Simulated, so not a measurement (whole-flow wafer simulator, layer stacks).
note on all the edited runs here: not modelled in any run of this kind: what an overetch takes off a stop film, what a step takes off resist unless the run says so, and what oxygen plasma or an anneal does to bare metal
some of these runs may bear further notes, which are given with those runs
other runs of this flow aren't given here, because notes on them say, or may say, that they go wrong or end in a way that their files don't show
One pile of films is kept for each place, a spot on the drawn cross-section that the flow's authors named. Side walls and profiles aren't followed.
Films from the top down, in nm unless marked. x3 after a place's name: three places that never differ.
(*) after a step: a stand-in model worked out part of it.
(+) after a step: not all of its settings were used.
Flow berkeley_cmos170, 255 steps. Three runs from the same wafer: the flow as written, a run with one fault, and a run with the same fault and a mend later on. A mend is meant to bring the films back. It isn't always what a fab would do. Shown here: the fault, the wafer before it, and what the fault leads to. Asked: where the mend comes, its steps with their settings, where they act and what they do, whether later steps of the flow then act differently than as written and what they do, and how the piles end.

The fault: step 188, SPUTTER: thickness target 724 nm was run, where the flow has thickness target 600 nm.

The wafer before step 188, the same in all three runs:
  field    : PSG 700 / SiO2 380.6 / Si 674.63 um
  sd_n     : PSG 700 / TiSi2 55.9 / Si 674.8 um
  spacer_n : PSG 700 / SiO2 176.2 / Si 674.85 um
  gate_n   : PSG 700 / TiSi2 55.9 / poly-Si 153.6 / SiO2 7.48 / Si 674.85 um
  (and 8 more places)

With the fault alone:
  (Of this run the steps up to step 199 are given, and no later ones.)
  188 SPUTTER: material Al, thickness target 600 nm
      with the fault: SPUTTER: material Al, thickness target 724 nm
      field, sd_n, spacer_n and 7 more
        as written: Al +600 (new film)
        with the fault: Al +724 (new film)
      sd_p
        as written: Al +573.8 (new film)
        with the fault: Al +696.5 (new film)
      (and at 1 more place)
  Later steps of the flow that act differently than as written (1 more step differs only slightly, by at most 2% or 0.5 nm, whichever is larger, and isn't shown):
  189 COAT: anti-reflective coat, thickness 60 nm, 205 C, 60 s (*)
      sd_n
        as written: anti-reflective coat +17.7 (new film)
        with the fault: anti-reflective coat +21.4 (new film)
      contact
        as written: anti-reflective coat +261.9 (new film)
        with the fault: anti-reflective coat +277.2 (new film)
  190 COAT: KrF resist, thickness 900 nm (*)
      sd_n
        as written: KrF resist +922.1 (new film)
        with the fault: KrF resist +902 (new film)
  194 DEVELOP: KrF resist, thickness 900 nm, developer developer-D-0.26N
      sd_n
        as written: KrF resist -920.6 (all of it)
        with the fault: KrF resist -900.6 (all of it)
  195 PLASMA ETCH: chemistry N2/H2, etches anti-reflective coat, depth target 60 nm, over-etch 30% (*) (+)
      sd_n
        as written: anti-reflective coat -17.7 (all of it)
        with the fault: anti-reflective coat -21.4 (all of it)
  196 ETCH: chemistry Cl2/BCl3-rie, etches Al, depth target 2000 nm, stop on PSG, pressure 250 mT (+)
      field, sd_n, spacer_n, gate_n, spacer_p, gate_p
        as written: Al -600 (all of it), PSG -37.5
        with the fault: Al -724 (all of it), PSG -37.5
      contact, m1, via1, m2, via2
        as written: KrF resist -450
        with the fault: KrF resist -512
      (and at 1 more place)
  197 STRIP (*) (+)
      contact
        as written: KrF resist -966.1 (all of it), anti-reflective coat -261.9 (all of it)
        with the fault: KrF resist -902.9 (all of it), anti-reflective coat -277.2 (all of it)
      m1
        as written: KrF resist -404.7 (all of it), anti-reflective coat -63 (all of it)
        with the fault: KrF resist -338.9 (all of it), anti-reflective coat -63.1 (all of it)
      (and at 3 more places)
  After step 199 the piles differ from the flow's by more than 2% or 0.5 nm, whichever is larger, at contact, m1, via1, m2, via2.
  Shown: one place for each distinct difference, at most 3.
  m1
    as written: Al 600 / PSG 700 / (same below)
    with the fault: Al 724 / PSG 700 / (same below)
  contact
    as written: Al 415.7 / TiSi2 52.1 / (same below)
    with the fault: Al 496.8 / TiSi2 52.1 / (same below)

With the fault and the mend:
  The mend comes after step 188.
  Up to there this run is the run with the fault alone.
  188a ETCH: chemistry al pan, depth target 832.7 nm
      field, sd_n, spacer_n and 7 more
        Al -724 (all of it)
      sd_p
        Al -696.5 (all of it)
      contact
        Al -496.8 (all of it)
  188b SPUTTER: material Al, thickness target 600 nm (the flow's step 188 once more)
      field, sd_n, spacer_n and 7 more
        Al +600 (new film)
      sd_p
        Al +573.8 (new film)
      contact
        Al +415.7 (new film)
  No later step of the flow acts differently than as written at any place that is followed.
  At the end the piles are the same as the flow's at every place that both follow.
